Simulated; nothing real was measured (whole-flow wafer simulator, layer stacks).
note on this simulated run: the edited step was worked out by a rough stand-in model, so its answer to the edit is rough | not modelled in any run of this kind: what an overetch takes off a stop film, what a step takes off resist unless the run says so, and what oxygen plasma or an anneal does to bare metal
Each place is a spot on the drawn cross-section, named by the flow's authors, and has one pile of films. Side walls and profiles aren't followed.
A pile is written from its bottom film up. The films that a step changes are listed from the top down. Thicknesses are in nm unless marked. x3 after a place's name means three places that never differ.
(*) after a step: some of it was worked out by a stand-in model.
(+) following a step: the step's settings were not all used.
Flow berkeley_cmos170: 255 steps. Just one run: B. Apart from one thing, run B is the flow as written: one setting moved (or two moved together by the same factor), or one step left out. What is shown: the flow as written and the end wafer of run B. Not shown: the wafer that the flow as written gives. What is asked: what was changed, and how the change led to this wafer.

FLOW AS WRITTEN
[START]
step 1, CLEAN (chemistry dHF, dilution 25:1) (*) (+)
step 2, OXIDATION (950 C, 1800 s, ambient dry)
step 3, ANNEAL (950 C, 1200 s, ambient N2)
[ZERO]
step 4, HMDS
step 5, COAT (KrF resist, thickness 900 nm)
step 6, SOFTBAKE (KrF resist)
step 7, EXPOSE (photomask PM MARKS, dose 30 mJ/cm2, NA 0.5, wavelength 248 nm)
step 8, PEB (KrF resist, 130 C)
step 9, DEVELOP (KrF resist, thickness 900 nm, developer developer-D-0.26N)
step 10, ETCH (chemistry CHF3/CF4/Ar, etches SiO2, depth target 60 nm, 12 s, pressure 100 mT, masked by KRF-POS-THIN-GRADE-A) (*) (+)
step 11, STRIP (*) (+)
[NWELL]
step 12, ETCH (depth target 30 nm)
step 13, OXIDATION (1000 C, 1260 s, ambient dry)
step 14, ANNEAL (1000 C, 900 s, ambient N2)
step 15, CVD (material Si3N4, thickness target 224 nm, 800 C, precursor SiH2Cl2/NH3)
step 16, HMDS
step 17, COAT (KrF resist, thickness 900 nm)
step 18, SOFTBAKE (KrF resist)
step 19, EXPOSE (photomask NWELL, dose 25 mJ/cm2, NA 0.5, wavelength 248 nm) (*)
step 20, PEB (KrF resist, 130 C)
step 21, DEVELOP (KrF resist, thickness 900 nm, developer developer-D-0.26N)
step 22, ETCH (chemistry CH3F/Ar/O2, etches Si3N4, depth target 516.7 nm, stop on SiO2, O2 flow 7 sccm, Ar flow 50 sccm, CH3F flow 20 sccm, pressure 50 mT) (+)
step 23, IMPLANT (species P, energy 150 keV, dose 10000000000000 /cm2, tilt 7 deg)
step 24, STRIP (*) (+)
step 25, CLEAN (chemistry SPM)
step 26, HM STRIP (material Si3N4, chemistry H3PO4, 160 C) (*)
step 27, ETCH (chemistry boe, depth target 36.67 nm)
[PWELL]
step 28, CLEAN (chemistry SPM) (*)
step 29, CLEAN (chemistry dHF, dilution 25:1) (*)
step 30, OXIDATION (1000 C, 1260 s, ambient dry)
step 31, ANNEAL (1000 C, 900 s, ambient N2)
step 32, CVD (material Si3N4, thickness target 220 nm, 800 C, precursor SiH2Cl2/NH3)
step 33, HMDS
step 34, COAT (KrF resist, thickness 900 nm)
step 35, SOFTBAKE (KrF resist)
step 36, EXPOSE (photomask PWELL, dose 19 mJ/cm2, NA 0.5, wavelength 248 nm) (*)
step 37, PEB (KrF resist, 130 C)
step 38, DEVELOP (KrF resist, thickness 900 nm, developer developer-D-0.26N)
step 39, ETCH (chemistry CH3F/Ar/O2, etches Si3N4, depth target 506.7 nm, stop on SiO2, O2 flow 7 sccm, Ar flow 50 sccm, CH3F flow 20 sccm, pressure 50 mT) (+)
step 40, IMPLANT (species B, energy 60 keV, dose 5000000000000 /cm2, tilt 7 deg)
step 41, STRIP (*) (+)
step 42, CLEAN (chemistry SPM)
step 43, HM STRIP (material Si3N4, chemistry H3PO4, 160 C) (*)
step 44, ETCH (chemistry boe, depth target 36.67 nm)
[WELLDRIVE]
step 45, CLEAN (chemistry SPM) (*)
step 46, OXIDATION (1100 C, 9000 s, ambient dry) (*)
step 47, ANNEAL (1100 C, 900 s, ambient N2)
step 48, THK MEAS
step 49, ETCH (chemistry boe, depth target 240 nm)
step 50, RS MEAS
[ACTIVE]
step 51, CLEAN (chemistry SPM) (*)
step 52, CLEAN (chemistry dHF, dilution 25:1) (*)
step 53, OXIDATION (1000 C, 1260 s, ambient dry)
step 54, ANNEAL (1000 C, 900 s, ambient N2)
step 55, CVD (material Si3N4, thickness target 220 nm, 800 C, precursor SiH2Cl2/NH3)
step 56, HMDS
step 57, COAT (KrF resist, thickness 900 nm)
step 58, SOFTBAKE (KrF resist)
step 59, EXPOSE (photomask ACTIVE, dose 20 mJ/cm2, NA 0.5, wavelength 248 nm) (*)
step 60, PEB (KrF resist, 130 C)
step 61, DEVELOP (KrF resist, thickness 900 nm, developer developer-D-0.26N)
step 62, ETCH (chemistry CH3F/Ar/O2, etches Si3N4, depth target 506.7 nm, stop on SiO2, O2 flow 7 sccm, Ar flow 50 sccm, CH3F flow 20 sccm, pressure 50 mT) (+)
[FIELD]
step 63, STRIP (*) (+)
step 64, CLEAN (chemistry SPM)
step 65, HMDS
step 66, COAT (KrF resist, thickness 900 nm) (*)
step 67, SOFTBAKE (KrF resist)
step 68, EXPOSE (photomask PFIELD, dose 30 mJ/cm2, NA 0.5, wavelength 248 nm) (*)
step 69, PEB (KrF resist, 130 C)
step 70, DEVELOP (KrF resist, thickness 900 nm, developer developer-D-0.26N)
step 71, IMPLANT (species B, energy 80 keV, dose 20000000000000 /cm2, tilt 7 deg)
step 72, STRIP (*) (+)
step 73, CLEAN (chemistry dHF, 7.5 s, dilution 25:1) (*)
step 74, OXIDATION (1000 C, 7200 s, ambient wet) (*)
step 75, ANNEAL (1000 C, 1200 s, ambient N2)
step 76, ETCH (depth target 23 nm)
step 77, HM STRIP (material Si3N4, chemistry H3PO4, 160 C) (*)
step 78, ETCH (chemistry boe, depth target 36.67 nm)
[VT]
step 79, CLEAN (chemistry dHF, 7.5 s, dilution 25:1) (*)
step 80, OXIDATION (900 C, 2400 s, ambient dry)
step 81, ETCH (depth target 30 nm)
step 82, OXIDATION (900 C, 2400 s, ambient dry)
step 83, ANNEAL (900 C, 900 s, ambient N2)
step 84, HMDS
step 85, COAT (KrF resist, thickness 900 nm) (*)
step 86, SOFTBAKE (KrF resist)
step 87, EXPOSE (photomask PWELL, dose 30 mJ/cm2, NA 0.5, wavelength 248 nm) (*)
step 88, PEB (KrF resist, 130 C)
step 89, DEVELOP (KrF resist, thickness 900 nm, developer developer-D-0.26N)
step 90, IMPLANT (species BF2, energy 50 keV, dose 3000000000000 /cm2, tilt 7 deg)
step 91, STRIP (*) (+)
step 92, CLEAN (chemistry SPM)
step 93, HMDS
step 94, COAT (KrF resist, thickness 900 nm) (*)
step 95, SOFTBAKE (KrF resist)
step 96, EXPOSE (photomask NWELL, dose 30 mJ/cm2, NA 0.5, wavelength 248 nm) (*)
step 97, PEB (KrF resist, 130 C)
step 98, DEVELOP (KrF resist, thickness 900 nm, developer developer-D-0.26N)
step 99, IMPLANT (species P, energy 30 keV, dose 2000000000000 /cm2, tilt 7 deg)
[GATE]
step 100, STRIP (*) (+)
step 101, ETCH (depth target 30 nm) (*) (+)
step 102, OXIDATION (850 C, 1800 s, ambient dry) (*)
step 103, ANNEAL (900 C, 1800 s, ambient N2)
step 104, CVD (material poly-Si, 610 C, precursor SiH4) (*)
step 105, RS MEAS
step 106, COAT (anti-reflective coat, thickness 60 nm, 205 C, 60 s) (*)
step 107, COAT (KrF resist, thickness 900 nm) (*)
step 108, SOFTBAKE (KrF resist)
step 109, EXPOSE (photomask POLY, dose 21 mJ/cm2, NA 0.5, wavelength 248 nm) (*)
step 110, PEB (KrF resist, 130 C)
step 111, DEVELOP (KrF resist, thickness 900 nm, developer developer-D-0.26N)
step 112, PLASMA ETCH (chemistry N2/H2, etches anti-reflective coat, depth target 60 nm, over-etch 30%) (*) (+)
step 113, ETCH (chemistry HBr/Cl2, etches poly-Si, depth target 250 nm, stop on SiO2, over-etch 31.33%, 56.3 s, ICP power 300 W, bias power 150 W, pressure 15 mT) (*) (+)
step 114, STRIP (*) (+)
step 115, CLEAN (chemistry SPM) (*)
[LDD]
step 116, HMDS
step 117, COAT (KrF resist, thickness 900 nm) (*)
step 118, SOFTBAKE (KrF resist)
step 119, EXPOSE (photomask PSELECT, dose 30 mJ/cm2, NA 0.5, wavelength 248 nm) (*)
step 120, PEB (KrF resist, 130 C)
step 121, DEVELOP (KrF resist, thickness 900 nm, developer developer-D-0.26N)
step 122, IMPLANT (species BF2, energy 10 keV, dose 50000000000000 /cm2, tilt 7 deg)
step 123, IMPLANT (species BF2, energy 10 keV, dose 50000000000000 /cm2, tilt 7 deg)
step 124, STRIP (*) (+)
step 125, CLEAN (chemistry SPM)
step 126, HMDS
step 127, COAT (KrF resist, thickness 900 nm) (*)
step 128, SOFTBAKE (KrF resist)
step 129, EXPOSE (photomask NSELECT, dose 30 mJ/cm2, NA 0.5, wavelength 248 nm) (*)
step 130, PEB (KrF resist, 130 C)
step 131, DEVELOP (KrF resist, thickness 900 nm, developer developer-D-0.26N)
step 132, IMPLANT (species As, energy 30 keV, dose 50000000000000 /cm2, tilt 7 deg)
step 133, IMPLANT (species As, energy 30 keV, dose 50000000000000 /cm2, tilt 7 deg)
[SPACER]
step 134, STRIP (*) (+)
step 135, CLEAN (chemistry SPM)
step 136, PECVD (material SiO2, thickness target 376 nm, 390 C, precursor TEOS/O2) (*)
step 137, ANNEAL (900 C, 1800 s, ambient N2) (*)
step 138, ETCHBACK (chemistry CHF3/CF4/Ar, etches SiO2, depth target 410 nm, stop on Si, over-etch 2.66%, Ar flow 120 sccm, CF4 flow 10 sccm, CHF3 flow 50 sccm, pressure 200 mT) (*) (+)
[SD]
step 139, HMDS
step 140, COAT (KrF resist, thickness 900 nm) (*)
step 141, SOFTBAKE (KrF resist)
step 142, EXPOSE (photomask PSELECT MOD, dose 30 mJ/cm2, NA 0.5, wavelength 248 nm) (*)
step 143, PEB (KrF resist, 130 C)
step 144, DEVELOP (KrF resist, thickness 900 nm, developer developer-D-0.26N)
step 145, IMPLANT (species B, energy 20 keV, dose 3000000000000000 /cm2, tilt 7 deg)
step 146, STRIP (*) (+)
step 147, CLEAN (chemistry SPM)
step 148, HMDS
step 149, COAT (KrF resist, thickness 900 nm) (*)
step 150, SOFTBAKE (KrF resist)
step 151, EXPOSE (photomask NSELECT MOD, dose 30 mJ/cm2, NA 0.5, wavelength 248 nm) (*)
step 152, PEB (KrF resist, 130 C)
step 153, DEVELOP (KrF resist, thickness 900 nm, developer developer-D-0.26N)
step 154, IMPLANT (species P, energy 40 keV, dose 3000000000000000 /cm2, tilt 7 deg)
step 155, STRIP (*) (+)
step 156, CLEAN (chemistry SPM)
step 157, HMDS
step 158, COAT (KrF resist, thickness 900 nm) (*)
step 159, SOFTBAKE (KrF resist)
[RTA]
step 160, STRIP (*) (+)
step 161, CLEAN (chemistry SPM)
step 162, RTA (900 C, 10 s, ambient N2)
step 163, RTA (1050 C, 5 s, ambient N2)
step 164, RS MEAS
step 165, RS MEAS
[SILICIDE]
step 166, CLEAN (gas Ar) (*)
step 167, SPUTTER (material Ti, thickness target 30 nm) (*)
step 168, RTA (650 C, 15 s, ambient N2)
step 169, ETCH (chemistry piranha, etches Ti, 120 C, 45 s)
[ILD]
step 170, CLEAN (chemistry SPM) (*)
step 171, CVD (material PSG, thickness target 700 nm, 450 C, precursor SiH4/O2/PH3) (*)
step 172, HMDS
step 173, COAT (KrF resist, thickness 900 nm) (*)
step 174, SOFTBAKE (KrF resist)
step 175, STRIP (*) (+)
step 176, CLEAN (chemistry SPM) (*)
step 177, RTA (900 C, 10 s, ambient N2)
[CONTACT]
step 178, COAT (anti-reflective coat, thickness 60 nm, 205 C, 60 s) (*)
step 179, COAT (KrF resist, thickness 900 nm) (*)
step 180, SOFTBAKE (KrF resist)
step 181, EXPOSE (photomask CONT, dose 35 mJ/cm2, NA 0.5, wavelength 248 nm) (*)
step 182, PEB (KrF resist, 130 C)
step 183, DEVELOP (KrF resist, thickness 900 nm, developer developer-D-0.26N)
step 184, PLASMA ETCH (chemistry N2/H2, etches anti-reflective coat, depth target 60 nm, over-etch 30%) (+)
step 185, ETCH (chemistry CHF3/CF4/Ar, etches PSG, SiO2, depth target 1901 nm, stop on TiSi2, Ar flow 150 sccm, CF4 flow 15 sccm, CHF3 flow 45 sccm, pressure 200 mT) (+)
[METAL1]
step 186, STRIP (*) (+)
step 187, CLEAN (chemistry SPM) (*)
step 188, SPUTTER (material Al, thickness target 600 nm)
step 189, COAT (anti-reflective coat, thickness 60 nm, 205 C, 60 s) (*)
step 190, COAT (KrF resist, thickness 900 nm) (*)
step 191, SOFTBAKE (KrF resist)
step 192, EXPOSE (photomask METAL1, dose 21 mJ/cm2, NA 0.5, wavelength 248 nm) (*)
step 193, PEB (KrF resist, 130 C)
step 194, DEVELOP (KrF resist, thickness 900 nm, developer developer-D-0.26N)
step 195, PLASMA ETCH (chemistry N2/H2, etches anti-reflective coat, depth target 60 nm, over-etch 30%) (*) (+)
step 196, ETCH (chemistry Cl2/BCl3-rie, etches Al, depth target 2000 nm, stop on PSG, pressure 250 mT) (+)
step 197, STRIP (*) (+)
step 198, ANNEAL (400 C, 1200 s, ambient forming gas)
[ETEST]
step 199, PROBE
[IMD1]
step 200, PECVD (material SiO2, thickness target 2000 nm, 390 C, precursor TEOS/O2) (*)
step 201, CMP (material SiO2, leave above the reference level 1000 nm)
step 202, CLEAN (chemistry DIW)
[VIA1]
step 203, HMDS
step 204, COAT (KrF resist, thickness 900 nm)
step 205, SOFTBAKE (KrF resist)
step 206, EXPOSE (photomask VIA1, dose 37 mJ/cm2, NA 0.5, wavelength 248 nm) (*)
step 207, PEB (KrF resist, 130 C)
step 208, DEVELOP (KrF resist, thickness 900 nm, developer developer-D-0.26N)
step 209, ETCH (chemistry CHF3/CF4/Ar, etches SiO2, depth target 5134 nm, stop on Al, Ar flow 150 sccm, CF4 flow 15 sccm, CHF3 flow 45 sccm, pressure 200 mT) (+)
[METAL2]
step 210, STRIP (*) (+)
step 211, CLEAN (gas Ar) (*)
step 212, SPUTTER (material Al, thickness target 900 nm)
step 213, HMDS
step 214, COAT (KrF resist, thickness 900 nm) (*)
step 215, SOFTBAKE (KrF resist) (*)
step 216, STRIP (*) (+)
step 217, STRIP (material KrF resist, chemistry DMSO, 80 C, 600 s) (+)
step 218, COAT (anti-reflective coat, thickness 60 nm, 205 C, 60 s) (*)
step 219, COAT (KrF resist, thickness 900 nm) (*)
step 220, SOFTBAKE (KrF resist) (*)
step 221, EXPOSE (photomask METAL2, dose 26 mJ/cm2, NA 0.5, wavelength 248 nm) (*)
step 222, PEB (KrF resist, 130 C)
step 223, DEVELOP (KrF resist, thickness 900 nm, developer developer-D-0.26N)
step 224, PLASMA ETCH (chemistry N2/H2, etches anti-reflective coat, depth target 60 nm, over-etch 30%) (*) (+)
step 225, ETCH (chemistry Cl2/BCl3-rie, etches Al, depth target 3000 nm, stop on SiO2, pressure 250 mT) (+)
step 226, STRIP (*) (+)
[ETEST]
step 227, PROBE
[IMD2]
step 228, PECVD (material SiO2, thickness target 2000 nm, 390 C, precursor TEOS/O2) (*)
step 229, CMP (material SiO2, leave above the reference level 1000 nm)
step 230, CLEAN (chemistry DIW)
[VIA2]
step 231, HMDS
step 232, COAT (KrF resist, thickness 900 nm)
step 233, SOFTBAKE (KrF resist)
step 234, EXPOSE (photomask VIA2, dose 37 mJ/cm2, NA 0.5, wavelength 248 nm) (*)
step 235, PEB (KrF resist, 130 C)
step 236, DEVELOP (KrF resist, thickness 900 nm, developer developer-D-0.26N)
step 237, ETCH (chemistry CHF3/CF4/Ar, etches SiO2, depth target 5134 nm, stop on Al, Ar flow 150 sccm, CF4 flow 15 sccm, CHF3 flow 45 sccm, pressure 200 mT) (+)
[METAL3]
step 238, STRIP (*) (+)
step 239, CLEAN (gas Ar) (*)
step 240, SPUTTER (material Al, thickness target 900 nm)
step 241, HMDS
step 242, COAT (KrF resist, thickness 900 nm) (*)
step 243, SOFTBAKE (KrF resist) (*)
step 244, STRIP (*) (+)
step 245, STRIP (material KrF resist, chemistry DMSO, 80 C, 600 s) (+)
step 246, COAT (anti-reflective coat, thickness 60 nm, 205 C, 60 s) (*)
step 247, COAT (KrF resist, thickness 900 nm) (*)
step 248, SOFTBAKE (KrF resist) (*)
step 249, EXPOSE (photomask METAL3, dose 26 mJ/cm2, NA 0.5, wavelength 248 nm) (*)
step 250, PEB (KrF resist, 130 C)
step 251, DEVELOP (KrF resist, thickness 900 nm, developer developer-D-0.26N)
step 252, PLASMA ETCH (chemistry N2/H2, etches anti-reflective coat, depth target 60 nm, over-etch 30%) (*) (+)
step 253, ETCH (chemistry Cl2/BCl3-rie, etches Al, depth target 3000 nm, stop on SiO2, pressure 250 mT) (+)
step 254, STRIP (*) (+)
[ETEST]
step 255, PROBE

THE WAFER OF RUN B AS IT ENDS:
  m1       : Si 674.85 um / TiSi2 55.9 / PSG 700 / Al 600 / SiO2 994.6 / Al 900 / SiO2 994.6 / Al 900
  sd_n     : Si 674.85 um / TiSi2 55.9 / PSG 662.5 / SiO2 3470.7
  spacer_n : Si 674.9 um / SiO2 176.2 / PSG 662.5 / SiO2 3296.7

Cause: step 46, OXIDATION: 990 C was run, whereas the flow has 1100 C.

The path from the change to this, step by step:
  step 46, OXIDATION (1100 C, 9000 s, ambient dry) (*)
      field, sd_n, spacer_n and 9 more: +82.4 SiO2 (new film), -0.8 chemical SiO2 (all of it), -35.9 Si (as written it would have been: +197.7 SiO2 (new film), -0.8 chemical SiO2 (all of it), -86.6 Si)
  step 49, ETCH (chemistry boe, depth target 240 nm)
      field, sd_n, spacer_n and 9 more: -82.4 SiO2 (all of it) (as written it would have been: -197.7 SiO2 (all of it))
